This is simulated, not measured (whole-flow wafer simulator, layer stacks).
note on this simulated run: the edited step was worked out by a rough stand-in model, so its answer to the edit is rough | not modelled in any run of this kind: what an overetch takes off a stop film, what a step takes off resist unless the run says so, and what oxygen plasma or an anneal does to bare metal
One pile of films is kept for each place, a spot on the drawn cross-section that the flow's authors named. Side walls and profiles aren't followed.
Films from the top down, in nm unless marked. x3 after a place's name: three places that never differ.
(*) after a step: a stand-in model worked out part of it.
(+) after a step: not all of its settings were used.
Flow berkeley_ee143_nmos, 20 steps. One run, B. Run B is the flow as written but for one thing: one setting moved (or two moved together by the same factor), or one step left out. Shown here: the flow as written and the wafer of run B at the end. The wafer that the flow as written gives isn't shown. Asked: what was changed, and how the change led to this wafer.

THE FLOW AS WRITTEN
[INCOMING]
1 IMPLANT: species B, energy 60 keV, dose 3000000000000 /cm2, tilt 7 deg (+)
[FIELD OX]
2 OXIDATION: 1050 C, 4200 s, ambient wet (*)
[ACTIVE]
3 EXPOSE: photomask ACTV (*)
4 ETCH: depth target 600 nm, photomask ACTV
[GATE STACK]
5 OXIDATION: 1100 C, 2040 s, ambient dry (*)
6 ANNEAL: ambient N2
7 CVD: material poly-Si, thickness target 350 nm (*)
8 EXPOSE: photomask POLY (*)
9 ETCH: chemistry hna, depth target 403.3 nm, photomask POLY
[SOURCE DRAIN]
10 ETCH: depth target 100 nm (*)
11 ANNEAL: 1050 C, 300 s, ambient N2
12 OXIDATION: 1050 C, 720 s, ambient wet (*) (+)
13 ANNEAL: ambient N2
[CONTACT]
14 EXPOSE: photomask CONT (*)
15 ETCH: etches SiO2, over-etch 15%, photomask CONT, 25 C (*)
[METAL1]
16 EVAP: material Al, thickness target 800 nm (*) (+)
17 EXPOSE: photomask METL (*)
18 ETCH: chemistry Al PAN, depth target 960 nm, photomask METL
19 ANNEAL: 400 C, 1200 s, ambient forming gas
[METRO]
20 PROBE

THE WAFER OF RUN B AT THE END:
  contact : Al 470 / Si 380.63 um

The cause: step 16, EVAP: thickness target 470 nm was run, where the flow has thickness target 800 nm.
It can be read off the wafer: contact has Al 470, and step 16 as written asks for 800 nm.

How the change led to this, step by step:
  16 EVAP: material Al, thickness target 800 nm (*) (+)
      gate, sd, contact, field: Al +470 (new film) (as written it would be: Al +800 (new film))
  18 ETCH: chemistry Al PAN, depth target 960 nm, photomask METL
      gate, sd, field: Al -470 (all of it) (as written it would be: Al -800 (all of it))
